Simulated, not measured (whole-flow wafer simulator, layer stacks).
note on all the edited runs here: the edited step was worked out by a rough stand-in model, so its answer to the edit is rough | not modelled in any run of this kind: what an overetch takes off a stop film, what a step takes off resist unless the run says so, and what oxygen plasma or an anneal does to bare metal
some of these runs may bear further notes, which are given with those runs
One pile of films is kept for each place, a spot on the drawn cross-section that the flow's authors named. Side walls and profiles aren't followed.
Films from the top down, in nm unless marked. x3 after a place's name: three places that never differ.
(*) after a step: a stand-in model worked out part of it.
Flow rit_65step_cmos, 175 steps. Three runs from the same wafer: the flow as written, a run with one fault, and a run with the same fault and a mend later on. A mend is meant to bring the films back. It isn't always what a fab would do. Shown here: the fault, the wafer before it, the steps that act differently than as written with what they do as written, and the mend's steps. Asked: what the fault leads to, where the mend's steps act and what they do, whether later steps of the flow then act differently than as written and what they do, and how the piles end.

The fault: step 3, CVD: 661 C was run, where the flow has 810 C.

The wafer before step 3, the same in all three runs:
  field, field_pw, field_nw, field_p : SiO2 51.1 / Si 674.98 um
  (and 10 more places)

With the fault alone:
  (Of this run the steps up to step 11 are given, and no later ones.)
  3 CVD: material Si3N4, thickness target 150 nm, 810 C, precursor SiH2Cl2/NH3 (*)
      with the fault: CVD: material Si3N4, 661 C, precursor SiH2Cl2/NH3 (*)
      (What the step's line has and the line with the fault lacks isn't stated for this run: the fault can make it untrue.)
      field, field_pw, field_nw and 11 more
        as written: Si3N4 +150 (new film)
        with the fault: Si3N4 +8.73 (new film)
  No later step of the flow up to step 11 acts differently than as written at any place that is followed.
  After step 11 the piles differ from the flow's by more than 2% or 0.5 nm, whichever is larger, at field, field_pw, field_nw and 11 more.
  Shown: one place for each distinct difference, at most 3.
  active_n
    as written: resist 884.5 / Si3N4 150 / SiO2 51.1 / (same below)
    with the fault: resist 884.5 / Si3N4 8.73 / SiO2 51.1 / (same below)
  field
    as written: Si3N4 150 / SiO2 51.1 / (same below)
    with the fault: Si3N4 8.73 / SiO2 51.1 / (same below)

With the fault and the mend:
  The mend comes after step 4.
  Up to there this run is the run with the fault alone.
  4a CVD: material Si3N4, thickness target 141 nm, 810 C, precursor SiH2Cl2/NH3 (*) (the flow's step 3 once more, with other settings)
      field, field_pw, field_nw and 11 more
        Si3N4 +141
  No later step of the flow acts differently than as written, at any place that is followed, by more than 2% or 0.5 nm, whichever is larger.
  At the end the piles are the same as the flow's at every place that both follow.
